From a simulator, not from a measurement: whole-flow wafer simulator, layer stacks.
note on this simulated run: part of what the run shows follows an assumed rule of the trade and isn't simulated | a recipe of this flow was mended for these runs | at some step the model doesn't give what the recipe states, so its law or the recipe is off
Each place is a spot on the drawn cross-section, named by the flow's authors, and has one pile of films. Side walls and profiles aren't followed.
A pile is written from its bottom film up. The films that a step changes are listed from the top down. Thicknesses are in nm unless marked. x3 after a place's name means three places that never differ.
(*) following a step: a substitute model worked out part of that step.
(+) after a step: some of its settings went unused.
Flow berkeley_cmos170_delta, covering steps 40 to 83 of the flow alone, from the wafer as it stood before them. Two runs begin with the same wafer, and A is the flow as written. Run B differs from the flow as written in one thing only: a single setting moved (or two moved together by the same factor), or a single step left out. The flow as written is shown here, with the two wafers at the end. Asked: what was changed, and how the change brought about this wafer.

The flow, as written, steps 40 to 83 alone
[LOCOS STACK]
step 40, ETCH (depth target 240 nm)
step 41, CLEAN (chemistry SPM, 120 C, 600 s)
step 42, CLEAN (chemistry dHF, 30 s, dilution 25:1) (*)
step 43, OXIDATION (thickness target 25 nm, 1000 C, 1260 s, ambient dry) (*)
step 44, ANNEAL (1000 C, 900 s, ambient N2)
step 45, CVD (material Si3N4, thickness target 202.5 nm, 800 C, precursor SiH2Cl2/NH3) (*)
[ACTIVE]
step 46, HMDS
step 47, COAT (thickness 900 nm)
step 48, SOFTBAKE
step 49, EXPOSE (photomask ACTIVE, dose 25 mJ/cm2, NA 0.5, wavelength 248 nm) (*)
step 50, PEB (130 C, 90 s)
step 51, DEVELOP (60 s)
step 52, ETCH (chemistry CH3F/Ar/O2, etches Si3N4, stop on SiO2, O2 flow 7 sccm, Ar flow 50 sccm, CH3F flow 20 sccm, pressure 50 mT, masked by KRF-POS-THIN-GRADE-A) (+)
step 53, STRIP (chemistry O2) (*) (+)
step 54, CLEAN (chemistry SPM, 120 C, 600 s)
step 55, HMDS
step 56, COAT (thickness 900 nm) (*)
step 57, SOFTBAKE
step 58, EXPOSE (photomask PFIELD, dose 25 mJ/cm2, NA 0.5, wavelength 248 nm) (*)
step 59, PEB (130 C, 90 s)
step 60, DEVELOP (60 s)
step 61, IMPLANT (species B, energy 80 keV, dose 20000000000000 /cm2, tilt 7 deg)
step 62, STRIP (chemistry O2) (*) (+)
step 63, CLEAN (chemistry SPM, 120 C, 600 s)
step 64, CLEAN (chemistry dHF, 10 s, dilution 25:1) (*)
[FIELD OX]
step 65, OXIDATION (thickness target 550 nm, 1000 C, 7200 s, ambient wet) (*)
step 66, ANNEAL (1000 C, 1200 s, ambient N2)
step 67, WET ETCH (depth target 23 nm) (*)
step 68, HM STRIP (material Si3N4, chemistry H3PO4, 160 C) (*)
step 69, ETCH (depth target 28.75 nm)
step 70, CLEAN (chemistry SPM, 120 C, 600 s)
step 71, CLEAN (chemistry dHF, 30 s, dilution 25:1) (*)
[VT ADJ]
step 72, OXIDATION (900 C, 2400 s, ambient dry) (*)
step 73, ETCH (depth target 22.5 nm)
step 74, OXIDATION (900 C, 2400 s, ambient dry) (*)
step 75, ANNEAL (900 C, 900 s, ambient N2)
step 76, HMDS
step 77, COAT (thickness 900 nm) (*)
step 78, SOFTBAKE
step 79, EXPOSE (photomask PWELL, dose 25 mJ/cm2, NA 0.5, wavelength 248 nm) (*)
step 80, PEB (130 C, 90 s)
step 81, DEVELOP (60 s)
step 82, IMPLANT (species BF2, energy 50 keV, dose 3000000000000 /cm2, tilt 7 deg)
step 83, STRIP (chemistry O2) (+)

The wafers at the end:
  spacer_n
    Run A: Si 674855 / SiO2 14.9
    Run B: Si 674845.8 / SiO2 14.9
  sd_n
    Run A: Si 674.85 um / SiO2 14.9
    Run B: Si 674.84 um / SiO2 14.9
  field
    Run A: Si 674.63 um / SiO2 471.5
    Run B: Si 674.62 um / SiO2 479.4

The reason: step 43, OXIDATION: thickness target 75 nm was run, though the flow has thickness target 25 nm; step 43, OXIDATION: 3780 s was run, where the flow has 1260 s.

How this came from the change, step by step:
  step 43, OXIDATION (thickness target 25 nm, 1000 C, 1260 s, ambient dry) (*)
      field, sd_n, spacer_n and 6 more: A +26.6 SiO2 (new film), -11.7 Si | B +50.4 SiO2 (new film), -22.2 Si
  step 65, OXIDATION (thickness target 550 nm, 1000 C, 7200 s, ambient wet) (*)
      field: A +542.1 SiO2, -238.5 Si | B +526.3 SiO2, -231.6 Si
      sd_n: A +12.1 SiO2 (new film), -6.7 Si3N4, +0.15 SiO2, -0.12 Si | B +12.1 SiO2 (new film), -6.7 Si3N4, +3.59 SiO2, -1.53 Si
      (also at 1 further place)
  step 69, ETCH (depth target 28.75 nm)
      gate, gate_p, contact, m1: A -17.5 SiO2 (all of it) | B -28.7 SiO2
      sd_n, sd_p: A -17.6 SiO2 (all of it) | B -28.8 SiO2
      (also at 2 further places)
  step 70, CLEAN (chemistry SPM, 120 C, 600 s)
      sd_n, spacer_n, gate, sd_p, spacer_p, gate_p, contact, m1: A +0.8 chemical SiO2 (new film), -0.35 Si | B nothing
  step 71, CLEAN (chemistry dHF, 30 s, dilution 25:1) (*)
      sd_n, spacer_n, gate, sd_p, spacer_p, gate_p, contact, m1: A -0.8 chemical SiO2 (all of it) | B -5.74 SiO2
  step 72, OXIDATION (900 C, 2400 s, ambient dry) (*)
      spacer_n, gate, spacer_p, gate_p, contact, m1: A +14.9 SiO2 (new film), -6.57 Si | B +12.6 SiO2, -5.56 Si
      sd_n: A +14.9 SiO2 (new film), -6.57 Si | B +11.9 SiO2, -5.22 Si
      (also at 1 further place)
  step 73, ETCH (depth target 22.5 nm)
      spacer_n, gate, spacer_p, gate_p, contact, m1: A -14.9 SiO2 (all of it) | B -19.5 SiO2 (all of it)
      sd_n: A -14.9 SiO2 (all of it) | B -22.3 SiO2 (all of it)
      (also at 1 further place)
